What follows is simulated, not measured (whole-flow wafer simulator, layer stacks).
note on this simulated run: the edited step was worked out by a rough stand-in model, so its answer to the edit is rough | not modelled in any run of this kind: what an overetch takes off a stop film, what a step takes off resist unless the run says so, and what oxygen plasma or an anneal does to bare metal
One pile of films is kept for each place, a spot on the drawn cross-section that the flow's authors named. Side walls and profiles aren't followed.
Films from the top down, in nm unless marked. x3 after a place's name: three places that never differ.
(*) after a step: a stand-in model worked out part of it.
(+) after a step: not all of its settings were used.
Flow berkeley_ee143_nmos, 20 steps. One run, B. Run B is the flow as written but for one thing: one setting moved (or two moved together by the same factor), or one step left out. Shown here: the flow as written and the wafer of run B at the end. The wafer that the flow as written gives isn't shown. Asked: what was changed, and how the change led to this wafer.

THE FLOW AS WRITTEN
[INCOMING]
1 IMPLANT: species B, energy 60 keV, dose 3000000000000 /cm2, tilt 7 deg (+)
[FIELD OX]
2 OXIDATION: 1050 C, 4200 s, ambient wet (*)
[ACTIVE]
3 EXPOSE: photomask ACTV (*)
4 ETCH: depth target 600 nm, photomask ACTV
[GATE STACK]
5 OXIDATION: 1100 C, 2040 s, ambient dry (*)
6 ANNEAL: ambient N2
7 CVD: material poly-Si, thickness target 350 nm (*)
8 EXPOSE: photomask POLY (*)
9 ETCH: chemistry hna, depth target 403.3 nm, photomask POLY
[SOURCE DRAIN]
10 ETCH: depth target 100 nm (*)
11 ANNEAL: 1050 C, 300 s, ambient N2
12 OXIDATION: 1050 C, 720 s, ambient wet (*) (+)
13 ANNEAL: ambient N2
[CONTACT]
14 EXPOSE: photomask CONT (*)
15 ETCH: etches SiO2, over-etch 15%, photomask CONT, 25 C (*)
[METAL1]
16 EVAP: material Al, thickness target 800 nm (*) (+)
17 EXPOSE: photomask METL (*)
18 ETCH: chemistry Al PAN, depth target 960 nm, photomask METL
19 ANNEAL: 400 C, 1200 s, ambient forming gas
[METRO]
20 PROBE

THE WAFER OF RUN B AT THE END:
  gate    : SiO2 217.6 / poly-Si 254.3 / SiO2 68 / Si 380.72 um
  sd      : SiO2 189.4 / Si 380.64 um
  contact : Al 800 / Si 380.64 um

The cause: step 5, OXIDATION: 1563 s was run, where the flow has 2040 s.

How the change led to this, step by step:
  5 OXIDATION: 1100 C, 2040 s, ambient dry (*)
      gate, sd, contact: SiO2 +68 (new film), Si -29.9 (as written it would be: SiO2 +79.7 (new film), Si -35.1)
      field: SiO2 +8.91, Si -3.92 (as written it would be: SiO2 +11.6, Si -5.1)
  10 ETCH: depth target 100 nm (*)
      sd, contact: SiO2 -68 (all of it) (as written it would be: SiO2 -79.7 (all of it))
